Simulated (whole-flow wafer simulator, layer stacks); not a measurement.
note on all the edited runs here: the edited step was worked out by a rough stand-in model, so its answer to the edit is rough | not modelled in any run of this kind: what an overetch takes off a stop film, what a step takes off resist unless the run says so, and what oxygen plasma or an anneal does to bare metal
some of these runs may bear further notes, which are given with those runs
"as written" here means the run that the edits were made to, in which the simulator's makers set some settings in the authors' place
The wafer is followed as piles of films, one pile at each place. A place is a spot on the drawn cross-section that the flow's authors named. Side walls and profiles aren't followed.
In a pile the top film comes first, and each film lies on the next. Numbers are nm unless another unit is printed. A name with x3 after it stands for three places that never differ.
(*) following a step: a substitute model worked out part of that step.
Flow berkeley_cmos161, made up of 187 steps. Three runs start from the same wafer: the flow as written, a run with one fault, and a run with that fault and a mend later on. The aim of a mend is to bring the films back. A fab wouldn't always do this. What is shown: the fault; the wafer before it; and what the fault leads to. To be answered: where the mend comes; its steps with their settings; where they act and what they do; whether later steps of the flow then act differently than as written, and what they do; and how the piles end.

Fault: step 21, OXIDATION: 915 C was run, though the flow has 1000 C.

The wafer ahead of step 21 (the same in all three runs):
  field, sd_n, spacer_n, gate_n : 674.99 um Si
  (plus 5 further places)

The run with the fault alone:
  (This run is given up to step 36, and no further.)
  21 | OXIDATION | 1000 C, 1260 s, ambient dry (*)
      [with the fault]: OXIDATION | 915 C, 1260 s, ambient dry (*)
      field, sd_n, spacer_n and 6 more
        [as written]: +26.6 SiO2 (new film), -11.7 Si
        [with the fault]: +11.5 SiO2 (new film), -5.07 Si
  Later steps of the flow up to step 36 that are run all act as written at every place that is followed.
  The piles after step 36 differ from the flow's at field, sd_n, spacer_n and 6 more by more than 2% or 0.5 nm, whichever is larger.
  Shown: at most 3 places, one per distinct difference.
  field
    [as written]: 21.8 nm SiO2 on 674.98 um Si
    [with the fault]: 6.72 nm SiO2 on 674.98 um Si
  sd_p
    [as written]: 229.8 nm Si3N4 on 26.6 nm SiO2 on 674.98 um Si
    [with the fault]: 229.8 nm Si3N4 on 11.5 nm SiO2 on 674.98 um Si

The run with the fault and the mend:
  After step 22 comes the mend.
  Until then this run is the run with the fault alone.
  22a | OXIDATION | 1000 C, 837 s, ambient dry (*) (a further turn of the flow's step 21, with different settings)
      field, sd_n, spacer_n and 6 more
        +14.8 SiO2, -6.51 Si
  Later steps of the flow that are run all act as written at every place that is followed, up to a difference of at most 2% or 0.5 nm, whichever is larger.
  At the end the piles are close to the flow's at the places that both follow, differing by at most 2% or 0.5 nm, whichever is larger.
